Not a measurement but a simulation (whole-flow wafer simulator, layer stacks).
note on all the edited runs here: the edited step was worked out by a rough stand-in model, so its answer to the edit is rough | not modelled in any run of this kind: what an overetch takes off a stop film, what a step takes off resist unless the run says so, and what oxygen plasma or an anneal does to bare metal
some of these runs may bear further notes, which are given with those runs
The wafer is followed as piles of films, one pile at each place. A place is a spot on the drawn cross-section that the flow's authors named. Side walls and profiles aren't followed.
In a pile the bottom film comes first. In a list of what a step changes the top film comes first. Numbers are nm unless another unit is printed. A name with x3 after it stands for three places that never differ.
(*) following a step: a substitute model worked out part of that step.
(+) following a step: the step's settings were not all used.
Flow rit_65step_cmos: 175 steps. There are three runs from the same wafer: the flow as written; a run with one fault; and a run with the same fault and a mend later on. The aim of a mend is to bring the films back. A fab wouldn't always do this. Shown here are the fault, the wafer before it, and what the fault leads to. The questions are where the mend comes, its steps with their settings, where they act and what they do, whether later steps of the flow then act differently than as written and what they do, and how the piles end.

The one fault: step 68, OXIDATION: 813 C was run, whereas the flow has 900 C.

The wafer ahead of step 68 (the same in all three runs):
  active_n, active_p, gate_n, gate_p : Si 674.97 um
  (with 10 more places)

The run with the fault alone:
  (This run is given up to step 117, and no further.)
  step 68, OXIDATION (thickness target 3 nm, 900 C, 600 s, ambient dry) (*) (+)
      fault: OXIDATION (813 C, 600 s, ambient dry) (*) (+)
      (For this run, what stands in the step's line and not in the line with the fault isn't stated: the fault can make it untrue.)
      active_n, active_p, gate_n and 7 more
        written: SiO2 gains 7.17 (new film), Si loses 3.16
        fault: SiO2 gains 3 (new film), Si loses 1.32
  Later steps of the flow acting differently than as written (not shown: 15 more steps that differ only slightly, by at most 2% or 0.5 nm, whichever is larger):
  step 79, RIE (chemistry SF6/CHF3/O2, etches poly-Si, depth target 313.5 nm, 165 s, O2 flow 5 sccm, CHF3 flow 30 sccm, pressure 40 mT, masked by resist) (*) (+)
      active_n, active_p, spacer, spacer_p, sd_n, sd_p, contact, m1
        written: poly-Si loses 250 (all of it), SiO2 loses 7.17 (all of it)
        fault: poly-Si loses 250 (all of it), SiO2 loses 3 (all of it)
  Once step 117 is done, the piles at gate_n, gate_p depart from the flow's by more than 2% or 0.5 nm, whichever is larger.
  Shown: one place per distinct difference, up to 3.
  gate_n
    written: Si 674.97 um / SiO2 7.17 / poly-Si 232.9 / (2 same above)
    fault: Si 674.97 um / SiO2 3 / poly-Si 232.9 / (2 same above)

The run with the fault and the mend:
  The mend follows step 69.
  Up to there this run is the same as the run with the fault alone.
  step 69a, OXIDATION (900 C, 488.4 s, ambient dry) (*) (+) (the flow's step 68, run once more with other settings)
      active_n, active_p, gate_n and 7 more
        SiO2 gains 4, Si loses 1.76
  None of the later steps of the flow differs from how it acts as written, at any place that is followed, by more than 2% or 0.5 nm, whichever is larger.
  At the end the piles are close to the flow's at the places that both follow, differing by at most 2% or 0.5 nm, whichever is larger.
